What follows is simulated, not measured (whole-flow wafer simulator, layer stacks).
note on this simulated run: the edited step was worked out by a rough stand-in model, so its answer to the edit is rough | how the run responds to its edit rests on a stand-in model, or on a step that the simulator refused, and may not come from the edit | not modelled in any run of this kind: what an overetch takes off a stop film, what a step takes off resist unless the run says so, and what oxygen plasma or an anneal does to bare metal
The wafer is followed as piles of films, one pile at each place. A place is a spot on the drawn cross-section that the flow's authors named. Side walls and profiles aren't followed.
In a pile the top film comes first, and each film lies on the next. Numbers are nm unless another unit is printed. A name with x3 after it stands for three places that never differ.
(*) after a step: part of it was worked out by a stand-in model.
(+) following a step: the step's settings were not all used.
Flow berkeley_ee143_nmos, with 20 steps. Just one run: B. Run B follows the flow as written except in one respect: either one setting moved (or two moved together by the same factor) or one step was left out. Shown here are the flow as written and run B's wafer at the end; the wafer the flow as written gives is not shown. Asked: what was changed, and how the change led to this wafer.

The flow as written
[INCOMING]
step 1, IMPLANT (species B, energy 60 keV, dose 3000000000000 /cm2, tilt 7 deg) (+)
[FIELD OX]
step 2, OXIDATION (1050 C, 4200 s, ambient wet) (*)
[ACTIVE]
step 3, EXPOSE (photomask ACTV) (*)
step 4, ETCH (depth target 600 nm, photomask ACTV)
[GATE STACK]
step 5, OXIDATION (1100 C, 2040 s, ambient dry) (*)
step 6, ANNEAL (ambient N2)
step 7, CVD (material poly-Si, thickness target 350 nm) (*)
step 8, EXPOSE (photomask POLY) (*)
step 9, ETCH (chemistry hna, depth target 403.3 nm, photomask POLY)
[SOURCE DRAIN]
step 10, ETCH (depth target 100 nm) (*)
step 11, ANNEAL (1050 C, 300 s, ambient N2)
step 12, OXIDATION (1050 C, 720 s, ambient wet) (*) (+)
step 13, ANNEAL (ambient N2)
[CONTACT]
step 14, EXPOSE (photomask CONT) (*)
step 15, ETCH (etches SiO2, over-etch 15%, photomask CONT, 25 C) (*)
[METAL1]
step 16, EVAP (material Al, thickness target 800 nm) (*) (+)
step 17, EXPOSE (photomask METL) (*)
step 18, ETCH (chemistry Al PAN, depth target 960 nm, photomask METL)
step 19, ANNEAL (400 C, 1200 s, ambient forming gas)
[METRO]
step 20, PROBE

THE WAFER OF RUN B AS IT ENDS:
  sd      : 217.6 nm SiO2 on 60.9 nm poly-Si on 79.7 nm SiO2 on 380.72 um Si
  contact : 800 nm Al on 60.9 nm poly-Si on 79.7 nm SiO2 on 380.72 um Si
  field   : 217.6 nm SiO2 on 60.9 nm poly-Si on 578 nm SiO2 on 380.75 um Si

The reason: step 7, CVD: thickness target 560 nm was run, though the flow has thickness target 350 nm.

The path from the change to this, step by step:
  step 7, CVD (material poly-Si, thickness target 350 nm) (*)
      gate, sd, contact, field: +560 poly-Si (new film) (in the flow as written it would be: +350 poly-Si (new film))
  step 9, ETCH (chemistry hna, depth target 403.3 nm, photomask POLY)
      sd, contact, field: -403.3 poly-Si (in the flow as written it would be: -350 poly-Si (all of it))
  step 10, ETCH (depth target 100 nm) (*)
      sd, contact: nothing (in the flow as written it would be: -79.7 SiO2 (all of it))
      field: nothing (in the flow as written it would be: -100 SiO2)
  step 12, OXIDATION (1050 C, 720 s, ambient wet) (*) (+)
      sd, contact: +217.6 SiO2 (new film), -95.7 poly-Si (in the flow as written it would be: +189.4 SiO2 (new film), -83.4 Si)
      field: +217.6 SiO2 (new film), -95.7 poly-Si (in the flow as written it would be: +69.1 SiO2, -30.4 Si)
  step 15, ETCH (etches SiO2, over-etch 15%, photomask CONT, 25 C) (*)
      contact: -217.6 SiO2 (all of it) (in the flow as written it would be: -189.4 SiO2 (all of it))
